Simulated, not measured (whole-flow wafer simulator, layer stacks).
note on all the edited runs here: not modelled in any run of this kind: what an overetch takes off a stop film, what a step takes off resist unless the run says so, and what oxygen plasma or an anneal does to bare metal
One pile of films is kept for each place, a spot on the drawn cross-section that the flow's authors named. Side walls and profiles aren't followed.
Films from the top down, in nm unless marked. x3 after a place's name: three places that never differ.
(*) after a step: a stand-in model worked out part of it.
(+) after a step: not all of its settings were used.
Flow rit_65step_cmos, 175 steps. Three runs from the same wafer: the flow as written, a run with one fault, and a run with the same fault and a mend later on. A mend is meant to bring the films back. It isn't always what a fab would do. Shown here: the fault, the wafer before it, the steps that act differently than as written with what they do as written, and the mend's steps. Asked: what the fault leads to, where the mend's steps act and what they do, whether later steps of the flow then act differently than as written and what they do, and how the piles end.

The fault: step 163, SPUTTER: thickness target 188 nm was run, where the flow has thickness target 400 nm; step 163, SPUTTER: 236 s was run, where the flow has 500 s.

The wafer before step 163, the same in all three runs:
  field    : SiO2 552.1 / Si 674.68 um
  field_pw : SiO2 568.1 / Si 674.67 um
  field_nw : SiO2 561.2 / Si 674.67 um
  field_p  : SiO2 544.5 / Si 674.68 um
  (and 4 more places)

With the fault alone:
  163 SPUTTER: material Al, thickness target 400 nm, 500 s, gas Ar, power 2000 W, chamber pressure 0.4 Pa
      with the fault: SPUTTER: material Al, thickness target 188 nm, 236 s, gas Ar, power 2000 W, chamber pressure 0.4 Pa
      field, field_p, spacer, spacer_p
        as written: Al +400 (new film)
        with the fault: Al +188 (new film)
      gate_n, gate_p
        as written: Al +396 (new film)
        with the fault: Al +188 (new film)
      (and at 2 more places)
  Later steps of the flow that act differently than as written (3 more steps differ only slightly, by at most 2% or 0.5 nm, whichever is larger, and aren't shown):
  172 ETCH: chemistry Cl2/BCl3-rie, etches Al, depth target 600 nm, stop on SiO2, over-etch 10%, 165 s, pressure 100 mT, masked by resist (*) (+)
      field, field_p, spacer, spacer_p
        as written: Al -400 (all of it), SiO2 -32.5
        with the fault: Al -188 (all of it), SiO2 -59
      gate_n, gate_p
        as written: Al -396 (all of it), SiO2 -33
        with the fault: Al -188 (all of it), SiO2 -59
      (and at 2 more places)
  At the end the piles differ from the flow's by more than 2% or 0.5 nm, whichever is larger, at field, field_pw, field_nw, field_p, gate_n, gate_p, spacer, spacer_p.
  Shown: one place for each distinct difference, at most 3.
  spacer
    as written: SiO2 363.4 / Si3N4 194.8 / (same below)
    with the fault: SiO2 336.9 / Si3N4 194.8 / (same below)
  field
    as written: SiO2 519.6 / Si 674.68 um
    with the fault: SiO2 493.1 / Si 674.68 um
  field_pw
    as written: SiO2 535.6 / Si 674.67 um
    with the fault: SiO2 509.1 / Si 674.67 um

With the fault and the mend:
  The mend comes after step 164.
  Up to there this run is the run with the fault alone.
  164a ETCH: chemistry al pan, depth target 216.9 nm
      field, field_p, gate_n, gate_p, spacer, spacer_p
        Al -188 (all of it)
      field_pw
        Al -187.9 (all of it)
      field_nw
        Al -187.8 (all of it)
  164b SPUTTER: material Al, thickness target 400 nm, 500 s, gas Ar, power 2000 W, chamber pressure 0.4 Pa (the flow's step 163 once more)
      field, field_pw, field_p, spacer, spacer_p
        Al +400 (new film)
      gate_n, gate_p
        Al +396 (new film)
      field_nw
        Al +397.2 (new film)
  No later step of the flow acts differently than as written at any place that is followed.
  At the end the piles are the same as the flow's at every place that both follow.
